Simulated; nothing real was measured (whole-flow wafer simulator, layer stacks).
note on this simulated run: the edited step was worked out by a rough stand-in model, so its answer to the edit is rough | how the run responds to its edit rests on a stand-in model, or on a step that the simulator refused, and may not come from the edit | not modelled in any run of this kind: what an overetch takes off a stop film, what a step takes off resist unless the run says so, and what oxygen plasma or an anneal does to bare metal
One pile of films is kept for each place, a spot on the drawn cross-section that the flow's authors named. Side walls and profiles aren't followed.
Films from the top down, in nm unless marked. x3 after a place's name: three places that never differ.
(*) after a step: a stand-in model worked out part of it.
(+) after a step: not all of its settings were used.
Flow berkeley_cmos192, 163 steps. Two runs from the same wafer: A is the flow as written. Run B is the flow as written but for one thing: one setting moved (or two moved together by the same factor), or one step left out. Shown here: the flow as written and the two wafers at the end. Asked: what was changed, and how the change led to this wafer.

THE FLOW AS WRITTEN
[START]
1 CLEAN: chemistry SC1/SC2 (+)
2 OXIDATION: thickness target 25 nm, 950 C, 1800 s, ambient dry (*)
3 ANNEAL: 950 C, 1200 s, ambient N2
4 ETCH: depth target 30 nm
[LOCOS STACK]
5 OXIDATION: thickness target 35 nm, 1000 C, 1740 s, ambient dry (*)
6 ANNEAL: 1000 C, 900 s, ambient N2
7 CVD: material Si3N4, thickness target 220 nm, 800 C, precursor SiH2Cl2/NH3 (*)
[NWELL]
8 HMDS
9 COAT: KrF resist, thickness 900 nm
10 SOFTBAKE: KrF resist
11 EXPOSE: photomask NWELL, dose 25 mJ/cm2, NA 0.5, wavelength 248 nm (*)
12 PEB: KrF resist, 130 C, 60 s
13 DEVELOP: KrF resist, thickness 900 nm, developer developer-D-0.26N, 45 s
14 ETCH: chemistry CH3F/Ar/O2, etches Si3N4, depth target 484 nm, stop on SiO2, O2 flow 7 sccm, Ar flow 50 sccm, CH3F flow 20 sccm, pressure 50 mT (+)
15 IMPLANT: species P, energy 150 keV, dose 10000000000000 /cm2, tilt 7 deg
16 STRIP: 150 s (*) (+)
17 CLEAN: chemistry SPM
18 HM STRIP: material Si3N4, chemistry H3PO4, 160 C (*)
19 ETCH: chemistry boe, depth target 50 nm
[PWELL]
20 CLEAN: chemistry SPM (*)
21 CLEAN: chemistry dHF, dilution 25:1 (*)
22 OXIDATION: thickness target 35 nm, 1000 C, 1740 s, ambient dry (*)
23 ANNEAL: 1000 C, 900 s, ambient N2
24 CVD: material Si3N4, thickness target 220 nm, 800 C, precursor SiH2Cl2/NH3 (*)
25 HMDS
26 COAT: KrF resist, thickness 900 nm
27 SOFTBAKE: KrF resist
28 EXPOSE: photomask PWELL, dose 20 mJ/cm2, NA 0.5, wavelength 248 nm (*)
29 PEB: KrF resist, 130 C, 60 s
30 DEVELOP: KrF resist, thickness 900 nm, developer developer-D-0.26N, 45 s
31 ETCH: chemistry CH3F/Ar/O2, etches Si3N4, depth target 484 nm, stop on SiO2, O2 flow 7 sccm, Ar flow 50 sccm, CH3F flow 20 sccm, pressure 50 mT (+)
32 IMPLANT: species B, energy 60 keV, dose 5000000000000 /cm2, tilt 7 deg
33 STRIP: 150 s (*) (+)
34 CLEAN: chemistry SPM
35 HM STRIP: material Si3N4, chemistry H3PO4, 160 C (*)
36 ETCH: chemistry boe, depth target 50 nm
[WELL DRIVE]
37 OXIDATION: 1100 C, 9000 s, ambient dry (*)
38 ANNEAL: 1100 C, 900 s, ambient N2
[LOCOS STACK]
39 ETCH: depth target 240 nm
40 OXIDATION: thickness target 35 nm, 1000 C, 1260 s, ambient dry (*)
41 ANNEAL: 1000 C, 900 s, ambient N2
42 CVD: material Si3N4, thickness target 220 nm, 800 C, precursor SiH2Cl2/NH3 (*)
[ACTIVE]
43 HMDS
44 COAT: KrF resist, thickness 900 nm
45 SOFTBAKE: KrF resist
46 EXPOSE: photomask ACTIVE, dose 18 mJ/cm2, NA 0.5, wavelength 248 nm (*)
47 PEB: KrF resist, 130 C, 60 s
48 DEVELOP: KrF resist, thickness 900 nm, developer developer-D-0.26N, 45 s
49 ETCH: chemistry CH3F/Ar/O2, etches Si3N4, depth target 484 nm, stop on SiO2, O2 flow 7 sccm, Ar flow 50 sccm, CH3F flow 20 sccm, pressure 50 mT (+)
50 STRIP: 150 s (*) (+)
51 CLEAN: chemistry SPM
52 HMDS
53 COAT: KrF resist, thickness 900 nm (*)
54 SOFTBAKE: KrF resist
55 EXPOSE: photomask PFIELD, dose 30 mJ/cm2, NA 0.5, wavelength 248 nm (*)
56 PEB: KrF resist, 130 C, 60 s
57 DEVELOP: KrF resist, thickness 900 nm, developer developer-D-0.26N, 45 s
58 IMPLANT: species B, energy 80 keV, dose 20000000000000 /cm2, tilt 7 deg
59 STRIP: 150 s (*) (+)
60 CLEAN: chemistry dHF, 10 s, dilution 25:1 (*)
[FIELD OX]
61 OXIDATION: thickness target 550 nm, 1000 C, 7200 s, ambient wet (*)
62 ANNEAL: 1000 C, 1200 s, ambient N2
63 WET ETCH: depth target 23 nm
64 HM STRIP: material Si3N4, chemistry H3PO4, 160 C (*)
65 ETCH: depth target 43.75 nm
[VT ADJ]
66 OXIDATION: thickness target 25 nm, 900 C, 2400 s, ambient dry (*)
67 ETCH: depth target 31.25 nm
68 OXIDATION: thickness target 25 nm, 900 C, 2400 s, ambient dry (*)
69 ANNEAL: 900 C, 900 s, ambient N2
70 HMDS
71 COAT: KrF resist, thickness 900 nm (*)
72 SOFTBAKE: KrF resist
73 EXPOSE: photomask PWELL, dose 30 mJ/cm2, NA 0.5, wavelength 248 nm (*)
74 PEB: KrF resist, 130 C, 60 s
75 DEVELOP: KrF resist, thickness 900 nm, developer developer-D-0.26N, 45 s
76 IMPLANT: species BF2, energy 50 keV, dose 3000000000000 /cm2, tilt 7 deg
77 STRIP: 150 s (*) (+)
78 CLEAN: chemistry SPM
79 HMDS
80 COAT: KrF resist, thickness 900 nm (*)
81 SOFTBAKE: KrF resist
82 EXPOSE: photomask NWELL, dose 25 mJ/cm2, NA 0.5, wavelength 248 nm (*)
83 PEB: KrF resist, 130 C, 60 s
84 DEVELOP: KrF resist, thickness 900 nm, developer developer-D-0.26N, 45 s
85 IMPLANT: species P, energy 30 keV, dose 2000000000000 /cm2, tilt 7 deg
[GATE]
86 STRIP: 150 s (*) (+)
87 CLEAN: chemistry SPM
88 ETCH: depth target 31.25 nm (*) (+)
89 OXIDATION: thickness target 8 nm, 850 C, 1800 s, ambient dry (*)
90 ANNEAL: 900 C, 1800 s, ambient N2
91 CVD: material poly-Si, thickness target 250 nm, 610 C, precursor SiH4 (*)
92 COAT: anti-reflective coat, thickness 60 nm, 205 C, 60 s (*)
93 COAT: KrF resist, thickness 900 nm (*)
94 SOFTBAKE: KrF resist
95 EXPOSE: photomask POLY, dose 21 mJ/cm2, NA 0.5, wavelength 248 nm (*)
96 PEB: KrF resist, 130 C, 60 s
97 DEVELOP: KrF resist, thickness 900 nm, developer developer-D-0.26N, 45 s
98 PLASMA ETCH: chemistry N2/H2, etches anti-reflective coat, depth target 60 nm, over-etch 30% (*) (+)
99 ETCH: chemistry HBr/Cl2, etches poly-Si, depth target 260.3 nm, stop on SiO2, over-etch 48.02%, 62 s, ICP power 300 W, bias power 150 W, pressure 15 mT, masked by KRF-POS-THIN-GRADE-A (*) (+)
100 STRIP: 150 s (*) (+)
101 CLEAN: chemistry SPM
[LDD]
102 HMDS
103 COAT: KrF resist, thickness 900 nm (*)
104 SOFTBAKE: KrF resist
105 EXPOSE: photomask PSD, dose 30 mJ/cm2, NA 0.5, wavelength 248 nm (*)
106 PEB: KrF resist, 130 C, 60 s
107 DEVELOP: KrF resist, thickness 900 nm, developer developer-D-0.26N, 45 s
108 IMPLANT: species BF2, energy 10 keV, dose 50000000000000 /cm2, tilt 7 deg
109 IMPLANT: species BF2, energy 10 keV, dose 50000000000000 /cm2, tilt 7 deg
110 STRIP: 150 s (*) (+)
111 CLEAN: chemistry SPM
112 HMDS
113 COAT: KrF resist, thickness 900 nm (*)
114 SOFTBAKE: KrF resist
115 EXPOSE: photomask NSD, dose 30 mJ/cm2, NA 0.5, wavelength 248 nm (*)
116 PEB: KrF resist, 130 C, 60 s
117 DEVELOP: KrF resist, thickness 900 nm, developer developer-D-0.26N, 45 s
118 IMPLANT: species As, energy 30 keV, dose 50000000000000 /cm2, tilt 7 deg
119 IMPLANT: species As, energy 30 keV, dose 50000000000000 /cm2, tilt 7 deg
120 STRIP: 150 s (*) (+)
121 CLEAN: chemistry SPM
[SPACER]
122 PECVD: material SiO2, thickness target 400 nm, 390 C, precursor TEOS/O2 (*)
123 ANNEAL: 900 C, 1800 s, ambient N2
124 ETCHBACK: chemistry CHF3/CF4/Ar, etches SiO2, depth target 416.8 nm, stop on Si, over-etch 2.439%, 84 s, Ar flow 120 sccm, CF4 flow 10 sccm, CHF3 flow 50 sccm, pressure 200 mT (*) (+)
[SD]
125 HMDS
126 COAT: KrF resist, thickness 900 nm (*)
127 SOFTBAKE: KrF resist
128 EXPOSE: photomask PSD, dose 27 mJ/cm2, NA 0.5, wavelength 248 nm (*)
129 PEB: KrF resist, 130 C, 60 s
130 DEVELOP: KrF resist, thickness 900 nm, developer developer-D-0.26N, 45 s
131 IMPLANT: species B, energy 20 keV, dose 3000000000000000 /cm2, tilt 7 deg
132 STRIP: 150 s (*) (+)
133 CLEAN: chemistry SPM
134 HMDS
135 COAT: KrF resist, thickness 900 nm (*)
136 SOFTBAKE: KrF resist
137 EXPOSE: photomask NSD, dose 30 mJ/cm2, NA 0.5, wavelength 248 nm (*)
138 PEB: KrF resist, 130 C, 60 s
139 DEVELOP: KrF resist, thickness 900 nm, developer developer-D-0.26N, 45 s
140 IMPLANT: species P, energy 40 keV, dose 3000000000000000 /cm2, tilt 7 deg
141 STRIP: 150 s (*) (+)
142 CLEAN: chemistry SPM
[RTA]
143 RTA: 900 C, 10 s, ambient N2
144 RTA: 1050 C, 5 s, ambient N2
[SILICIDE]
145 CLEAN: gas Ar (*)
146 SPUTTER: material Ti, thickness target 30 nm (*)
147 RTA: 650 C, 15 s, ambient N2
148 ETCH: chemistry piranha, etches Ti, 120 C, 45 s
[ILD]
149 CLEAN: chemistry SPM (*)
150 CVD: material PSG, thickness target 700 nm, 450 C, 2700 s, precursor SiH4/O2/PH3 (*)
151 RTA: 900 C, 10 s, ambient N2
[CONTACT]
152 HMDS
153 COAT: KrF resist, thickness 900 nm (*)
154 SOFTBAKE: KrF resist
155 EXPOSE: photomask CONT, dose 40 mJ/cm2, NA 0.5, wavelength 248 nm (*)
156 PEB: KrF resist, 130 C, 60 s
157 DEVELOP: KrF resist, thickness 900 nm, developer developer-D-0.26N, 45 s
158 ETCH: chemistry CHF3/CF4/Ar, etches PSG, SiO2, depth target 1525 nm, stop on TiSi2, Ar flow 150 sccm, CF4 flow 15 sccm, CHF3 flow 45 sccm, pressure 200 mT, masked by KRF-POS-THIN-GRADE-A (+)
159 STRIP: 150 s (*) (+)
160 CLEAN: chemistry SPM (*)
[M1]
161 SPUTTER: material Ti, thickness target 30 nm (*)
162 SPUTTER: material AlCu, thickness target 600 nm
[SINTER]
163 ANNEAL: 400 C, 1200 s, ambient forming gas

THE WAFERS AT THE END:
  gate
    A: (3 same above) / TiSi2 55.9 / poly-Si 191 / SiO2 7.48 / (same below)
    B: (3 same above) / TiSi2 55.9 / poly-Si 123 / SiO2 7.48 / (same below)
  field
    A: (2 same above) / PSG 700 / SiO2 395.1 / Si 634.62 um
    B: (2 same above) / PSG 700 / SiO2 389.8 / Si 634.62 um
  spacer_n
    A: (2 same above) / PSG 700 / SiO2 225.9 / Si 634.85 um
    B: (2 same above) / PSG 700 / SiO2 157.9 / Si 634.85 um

The cause: step 91, CVD: thickness target 182 nm was run, where the flow has thickness target 250 nm.

How the change led to this, step by step:
  91 CVD: material poly-Si, thickness target 250 nm, 610 C, precursor SiH4 (*)
      field, sd_n, spacer_n and 6 more: A poly-Si +250 (new film) | B poly-Si +182 (new film)
  99 ETCH: chemistry HBr/Cl2, etches poly-Si, depth target 260.3 nm, stop on SiO2, over-etch 48.02%, 62 s, ICP power 300 W, bias power 150 W, pressure 15 mT, masked by KRF-POS-THIN-GRADE-A (*) (+)
      field, spacer_n, spacer_p: A poly-Si -245.8 (all of it), SiO2 -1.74 | B poly-Si -177.8 (all of it), SiO2 -6.97
      sd_n: A poly-Si -248.8 (all of it), SiO2 -1.51 | B poly-Si -180.8 (all of it), SiO2 -6.74
      (and at 3 more places)
  103 COAT: KrF resist, thickness 900 nm (*)
      gate: A KrF resist +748 (new film) | B KrF resist +803.1 (new film)
      gate_p: A KrF resist +744.1 (new film) | B KrF resist +799.2 (new film)
  107 DEVELOP: KrF resist, thickness 900 nm, developer developer-D-0.26N, 45 s
      gate_p: A KrF resist -742.9 (all of it) | B KrF resist -797.9 (all of it)
  110 STRIP: 150 s (*) (+)
      gate: A KrF resist -732.7 (all of it), chemical SiO2 +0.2, poly-Si -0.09 | B KrF resist -787.7 (all of it), chemical SiO2 +0.2, poly-Si -0.09
  113 COAT: KrF resist, thickness 900 nm (*)
      gate: A KrF resist +747.9 (new film) | B KrF resist +802.5 (new film)
      gate_p: A KrF resist +743.9 (new film) | B KrF resist +798.4 (new film)
  117 DEVELOP: KrF resist, thickness 900 nm, developer developer-D-0.26N, 45 s
      gate: A KrF resist -746.8 (all of it) | B KrF resist -801.2 (all of it)
  120 STRIP: 150 s (*) (+)
      gate_p: A KrF resist -728.6 (all of it), chemical SiO2 +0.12, poly-Si -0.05 | B KrF resist -783 (all of it), chemical SiO2 +0.12, poly-Si -0.05
  124 ETCHBACK: chemistry CHF3/CF4/Ar, etches SiO2, depth target 416.8 nm, stop on Si, over-etch 2.439%, 84 s, Ar flow 120 sccm, CF4 flow 10 sccm, CHF3 flow 50 sccm, pressure 200 mT (*) (+)
      spacer_n: A SiO2 -160 | B SiO2 -222.2
      spacer_p: A SiO2 -159.9 | B SiO2 -223.3
  126 COAT: KrF resist, thickness 900 nm (*)
      spacer_n: A KrF resist +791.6 (new film) | B KrF resist +843.3 (new film)
      gate: A KrF resist +771.5 (new film) | B KrF resist +821.9 (new film)
      (and at 2 more places)
  130 DEVELOP: KrF resist, thickness 900 nm, developer developer-D-0.26N, 45 s
      spacer_p: A KrF resist -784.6 (all of it) | B KrF resist -834.2 (all of it)
      gate_p: A KrF resist -764.3 (all of it) | B KrF resist -812.8 (all of it)
  132 STRIP: 150 s (*) (+)
      spacer_n: A KrF resist -776.1 (all of it) | B KrF resist -827.8 (all of it)
      gate: A chemical SiO2 +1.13 (new film), KrF resist -756.1 (all of it), poly-Si -0.5 | B chemical SiO2 +1.13 (new film), KrF resist -806.4 (all of it), poly-Si -0.5
  135 COAT: KrF resist, thickness 900 nm (*)
      spacer_n: A KrF resist +791.1 (new film) | B KrF resist +843.6 (new film)
      gate: A KrF resist +770.3 (new film) | B KrF resist +821.6 (new film)
      (and at 2 more places)
  139 DEVELOP: KrF resist, thickness 900 nm, developer developer-D-0.26N, 45 s
      spacer_n: A KrF resist -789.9 (all of it) | B KrF resist -842.3 (all of it)
      gate: A KrF resist -769.1 (all of it) | B KrF resist -820.3 (all of it)
  141 STRIP: 150 s (*) (+)
      spacer_p: A KrF resist -770.2 (all of it) | B KrF resist -820.4 (all of it)
      gate_p: A KrF resist -749.1 (all of it), chemical SiO2 +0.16 | B KrF resist -798.2 (all of it), chemical SiO2 +0.16
  153 COAT: KrF resist, thickness 900 nm (*)
      spacer_n: A KrF resist +829.8 (new film) | B KrF resist +866.6 (new film)
      gate: A KrF resist +809.7 (new film) | B KrF resist +842.8 (new film)
      (and at 3 more places)
  159 STRIP: 150 s (*) (+)
      spacer_n: A KrF resist -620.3 (all of it) | B KrF resist -656.9 (all of it)
      gate: A KrF resist -600.1 (all of it) | B KrF resist -633.2 (all of it)
      (and at 3 more places)
